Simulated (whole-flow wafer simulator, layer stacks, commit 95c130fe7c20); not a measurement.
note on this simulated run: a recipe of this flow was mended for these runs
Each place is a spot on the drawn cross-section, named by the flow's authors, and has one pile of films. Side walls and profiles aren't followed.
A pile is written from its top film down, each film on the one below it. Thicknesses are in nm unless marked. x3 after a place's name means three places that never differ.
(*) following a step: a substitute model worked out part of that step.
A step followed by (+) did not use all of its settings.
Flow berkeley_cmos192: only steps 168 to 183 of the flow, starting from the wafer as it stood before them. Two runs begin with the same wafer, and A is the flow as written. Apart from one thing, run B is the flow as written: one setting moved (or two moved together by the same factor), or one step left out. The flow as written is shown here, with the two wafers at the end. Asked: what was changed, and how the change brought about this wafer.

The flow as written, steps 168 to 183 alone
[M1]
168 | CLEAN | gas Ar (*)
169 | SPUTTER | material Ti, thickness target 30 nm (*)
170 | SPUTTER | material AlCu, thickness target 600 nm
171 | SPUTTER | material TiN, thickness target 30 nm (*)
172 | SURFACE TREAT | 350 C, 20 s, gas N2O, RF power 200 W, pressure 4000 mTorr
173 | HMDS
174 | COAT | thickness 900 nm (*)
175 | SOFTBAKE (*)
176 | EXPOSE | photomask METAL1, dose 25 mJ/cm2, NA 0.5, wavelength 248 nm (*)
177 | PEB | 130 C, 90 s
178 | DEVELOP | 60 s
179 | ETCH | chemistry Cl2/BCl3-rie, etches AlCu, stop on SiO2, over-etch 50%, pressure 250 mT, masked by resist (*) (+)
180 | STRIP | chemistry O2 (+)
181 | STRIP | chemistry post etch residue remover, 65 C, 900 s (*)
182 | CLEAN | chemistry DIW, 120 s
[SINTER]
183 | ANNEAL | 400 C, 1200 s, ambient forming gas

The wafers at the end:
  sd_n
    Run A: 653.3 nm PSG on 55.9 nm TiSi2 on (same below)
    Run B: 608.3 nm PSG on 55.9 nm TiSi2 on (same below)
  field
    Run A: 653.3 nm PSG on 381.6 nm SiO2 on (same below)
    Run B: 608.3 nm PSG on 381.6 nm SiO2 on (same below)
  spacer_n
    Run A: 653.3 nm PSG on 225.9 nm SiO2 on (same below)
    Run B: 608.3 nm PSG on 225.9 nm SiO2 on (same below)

What caused this: step 170, SPUTTER: thickness target 240 nm was run, whereas the flow has thickness target 600 nm.

Step by step, how the change led to this:
  170 | SPUTTER | material AlCu, thickness target 600 nm
      field, sd_n, spacer_n, gate, spacer_p, gate_p, m1: A AlCu gains 600 (new film) | B AlCu gains 240 (new film)
      sd_p: A AlCu gains 557.4 (new film) | B AlCu gains 217 (new film)
      (as well as at 1 more place)
  171 | SPUTTER | material TiN, thickness target 30 nm (*)
      contact: A TiN gains 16 (new film) | B TiN gains 19.2 (new film)
  174 | COAT | thickness 900 nm (*)
      contact: A KrF-resist gains 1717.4 (new film) | B KrF-resist gains 1602.9 (new film)
  179 | ETCH | chemistry Cl2/BCl3-rie, etches AlCu, stop on SiO2, over-etch 50%, pressure 250 mT, masked by resist (*) (+)
      field, sd_n, spacer_n, gate, spacer_p, gate_p: A TiN loses 30 (all of it), AlCu loses 600 (all of it), Ti loses 30 (all of it), PSG loses 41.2 | B TiN loses 30 (all of it), AlCu loses 240 (all of it), Ti loses 30 (all of it), PSG loses 86.2
      sd_p: A TiN loses 26.2 (all of it), AlCu loses 557.4 (all of it), Ti loses 26.8 (all of it), PSG loses 47.4 | B TiN loses 26.6 (all of it), AlCu loses 217 (all of it), Ti loses 26.8 (all of it), PSG loses 90
  180 | STRIP | chemistry O2 (+)
      contact: A KrF-resist loses 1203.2 (all of it) | B KrF-resist loses 1089 (all of it)
